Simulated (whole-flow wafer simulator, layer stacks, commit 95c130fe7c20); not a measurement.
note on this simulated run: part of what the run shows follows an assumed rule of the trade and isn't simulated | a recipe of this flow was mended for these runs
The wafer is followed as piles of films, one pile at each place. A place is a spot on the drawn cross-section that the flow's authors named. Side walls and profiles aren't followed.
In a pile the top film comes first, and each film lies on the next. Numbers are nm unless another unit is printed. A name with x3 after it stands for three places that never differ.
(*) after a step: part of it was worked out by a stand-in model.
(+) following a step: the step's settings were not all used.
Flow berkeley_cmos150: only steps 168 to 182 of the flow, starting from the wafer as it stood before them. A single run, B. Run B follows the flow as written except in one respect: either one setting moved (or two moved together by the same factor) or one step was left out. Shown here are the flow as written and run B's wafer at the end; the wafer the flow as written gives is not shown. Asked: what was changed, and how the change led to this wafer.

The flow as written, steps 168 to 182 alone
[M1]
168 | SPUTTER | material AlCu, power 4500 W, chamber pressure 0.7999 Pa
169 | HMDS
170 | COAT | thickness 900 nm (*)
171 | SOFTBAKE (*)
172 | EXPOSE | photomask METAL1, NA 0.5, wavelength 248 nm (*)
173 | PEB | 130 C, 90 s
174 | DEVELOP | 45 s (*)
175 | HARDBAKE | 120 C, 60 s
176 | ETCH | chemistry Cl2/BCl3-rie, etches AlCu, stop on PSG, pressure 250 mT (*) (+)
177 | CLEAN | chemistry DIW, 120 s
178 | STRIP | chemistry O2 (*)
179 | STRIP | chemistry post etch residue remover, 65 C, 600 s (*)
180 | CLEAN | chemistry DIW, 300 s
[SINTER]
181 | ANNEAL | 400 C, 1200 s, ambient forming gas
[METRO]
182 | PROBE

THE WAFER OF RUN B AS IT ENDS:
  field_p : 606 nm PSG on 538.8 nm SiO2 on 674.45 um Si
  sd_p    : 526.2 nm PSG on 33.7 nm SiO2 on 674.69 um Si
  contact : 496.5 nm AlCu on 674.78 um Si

What caused this: step 168, SPUTTER: power 5108 W was run, while the flow as written has power 4500 W; step 179, STRIP: 675 s was run, where the flow has 600 s.

Step by step, how the change led to this:
  168 | SPUTTER | material AlCu, power 4500 W, chamber pressure 0.7999 Pa
      field, sd_n, gate_n, gate_p, m1: +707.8 AlCu (new film) (as written it would have been: +626.1 AlCu (new film))
      field_p: +707.8 AlCu (new film) (as written it would have been: +619.8 AlCu (new film))
      (and at 2 other places as well)
  176 | ETCH | chemistry Cl2/BCl3-rie, etches AlCu, stop on PSG, pressure 250 mT (*) (+)
      field, sd_n, gate_n, gate_p: -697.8 AlCu (all of it), -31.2 PSG (as written it would have been: -616.1 AlCu (all of it), -31.2 PSG)
      contact, m1: -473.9 thick-KrF-resist (as written it would have been: -433.1 thick-KrF-resist)
      (and at 2 other places as well)
  178 | STRIP | chemistry O2 (*)
      contact: -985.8 thick-KrF-resist (all of it) (as written it would have been: -1006.2 thick-KrF-resist (all of it))
      m1: -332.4 thick-KrF-resist (all of it) (as written it would have been: -373.8 thick-KrF-resist (all of it))
